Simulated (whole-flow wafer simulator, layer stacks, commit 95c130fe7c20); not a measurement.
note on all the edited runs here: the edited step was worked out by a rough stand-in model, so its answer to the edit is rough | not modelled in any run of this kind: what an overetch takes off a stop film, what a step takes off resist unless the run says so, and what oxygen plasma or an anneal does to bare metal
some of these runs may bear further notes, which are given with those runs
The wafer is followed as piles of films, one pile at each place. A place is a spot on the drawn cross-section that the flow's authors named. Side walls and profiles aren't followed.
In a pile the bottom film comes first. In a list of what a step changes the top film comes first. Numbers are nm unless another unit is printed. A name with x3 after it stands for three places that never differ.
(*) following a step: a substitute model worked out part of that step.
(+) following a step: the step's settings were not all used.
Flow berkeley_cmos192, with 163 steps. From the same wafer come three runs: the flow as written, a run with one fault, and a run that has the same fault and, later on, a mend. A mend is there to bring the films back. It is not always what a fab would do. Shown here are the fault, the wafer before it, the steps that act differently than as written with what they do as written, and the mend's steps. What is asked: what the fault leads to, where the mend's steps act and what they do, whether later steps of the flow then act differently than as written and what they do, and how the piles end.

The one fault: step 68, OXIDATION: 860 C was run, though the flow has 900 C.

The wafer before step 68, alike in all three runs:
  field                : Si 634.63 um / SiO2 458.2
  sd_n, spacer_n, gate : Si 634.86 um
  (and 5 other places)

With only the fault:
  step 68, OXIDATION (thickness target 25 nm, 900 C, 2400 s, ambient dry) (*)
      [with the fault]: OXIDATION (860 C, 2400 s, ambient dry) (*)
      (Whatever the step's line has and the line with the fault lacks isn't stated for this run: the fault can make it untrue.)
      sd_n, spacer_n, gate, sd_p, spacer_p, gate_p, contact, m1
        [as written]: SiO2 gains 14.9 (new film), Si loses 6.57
        [with the fault]: SiO2 gains 9.92 (new film), Si loses 4.36
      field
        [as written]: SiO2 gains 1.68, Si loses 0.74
        [with the fault]: SiO2 gains 0.8, Si loses 0.35
  Steps further on in the flow that do not act as written (36 other steps are not shown; they differ only slightly, by no more than 2% or 0.5 nm, whichever is larger):
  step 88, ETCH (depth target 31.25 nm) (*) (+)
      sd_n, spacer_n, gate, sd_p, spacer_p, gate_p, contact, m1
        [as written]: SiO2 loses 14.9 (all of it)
        [with the fault]: SiO2 loses 9.92 (all of it)
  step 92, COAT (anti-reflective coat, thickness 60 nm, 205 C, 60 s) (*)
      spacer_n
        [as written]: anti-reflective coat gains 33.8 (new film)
        [with the fault]: anti-reflective coat gains 34.5 (new film)
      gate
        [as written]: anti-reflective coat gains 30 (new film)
        [with the fault]: anti-reflective coat gains 30.8 (new film)
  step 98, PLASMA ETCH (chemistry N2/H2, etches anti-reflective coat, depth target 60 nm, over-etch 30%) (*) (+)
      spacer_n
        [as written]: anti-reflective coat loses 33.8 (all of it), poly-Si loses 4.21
        [with the fault]: anti-reflective coat loses 34.5 (all of it), poly-Si loses 4.13
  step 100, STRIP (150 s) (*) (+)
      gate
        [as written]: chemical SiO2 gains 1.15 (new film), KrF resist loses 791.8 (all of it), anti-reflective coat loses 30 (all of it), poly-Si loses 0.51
        [with the fault]: chemical SiO2 gains 1.15 (new film), KrF resist loses 789.5 (all of it), anti-reflective coat loses 30.8 (all of it), poly-Si loses 0.51
  The piles end only slightly different from the flow's at the places that both follow, by no more than 2% or 0.5 nm, whichever is larger.

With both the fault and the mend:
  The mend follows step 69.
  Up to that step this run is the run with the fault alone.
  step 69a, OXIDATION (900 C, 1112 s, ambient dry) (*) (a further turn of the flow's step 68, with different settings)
      sd_n, spacer_n, gate, sd_p, spacer_p, gate_p, contact, m1
        SiO2 gains 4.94, Si loses 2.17
      field
        SiO2 gains 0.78, Si loses 0.34
  None of the later steps of the flow differs from how it acts as written, at any place that is followed, by more than 2% or 0.5 nm, whichever is larger.
  The piles end only slightly different from the flow's at the places that both follow, by no more than 2% or 0.5 nm, whichever is larger.
